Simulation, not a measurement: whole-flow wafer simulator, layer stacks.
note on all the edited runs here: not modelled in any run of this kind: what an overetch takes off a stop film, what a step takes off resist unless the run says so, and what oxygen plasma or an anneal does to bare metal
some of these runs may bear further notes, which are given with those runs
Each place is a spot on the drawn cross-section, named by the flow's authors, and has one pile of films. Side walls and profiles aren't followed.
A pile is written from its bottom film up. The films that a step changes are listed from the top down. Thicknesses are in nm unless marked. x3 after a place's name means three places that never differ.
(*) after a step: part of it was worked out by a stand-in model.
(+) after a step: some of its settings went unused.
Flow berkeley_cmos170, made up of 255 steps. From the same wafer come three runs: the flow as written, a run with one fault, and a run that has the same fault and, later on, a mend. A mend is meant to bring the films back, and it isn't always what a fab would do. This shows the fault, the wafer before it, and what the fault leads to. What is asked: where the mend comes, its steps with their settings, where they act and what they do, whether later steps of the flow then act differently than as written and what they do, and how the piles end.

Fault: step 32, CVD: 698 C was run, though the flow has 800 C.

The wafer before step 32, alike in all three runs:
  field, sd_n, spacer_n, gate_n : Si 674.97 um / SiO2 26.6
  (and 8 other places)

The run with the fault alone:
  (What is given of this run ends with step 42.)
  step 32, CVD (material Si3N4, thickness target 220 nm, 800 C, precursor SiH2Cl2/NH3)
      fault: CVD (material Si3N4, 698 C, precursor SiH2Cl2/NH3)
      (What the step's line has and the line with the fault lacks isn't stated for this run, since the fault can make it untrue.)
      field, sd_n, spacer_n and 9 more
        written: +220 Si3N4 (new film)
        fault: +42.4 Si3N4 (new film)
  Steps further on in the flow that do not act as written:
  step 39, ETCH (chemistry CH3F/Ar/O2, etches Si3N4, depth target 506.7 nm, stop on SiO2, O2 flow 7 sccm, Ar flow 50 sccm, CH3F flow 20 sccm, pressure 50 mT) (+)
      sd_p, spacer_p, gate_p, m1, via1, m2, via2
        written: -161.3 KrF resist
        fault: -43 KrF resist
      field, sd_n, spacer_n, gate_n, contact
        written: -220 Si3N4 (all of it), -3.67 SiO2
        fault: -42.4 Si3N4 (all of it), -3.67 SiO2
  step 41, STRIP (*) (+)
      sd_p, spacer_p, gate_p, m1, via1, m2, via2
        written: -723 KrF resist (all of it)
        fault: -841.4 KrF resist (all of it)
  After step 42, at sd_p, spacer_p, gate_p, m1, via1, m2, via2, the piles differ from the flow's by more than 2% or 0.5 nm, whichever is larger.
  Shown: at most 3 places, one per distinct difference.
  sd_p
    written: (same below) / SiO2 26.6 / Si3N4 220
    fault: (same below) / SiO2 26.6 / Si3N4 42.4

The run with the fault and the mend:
  The mend stands after step 38.
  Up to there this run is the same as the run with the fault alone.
  step 38a, STRIP (*) (+)
      sd_p, spacer_p, gate_p, m1, via1, m2, via2
        -884.4 KrF resist (all of it)
  step 38b, CLEAN (chemistry SPM) (the flow's step 25 again)
      alters no film at any place that is followed
  step 38c, CVD (material Si3N4, thickness target 178 nm, 800 C, precursor SiH2Cl2/NH3) (the flow's step 32 again, with other settings)
      field, sd_n, spacer_n and 9 more
        +178 Si3N4
  step 38d, HMDS (the flow's step 33 again)
      alters no film at any place that is followed
  step 38e, COAT (KrF resist, thickness 900 nm) (the flow's step 34 again)
      field, sd_n, spacer_n and 9 more
        +900 KrF resist (new film)
  step 38f, SOFTBAKE (KrF resist) (the flow's step 35 again)
      alters no film at any place that is followed
  step 38g, EXPOSE (photomask PWELL, dose 19 mJ/cm2, NA 0.5, wavelength 248 nm) (*) (the flow's step 36 again)
      alters no film at any place that is followed
  step 38h, PEB (KrF resist, 130 C) (the flow's step 37 again)
      field, sd_n, spacer_n and 9 more
        -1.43 KrF resist
  step 38i, DEVELOP (KrF resist, thickness 900 nm, developer developer-D-0.26N) (the flow's step 38 again)
      sd_p, spacer_p, gate_p, m1, via1, m2, via2
        -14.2 KrF resist
      field, sd_n, spacer_n, gate_n, contact
        -898.6 KrF resist (all of it)
  Later steps of the flow that are run all act as written at every place that is followed, up to a difference of at most 2% or 0.5 nm, whichever is larger.
  At every place that both follow, the piles at the end match the flow's.
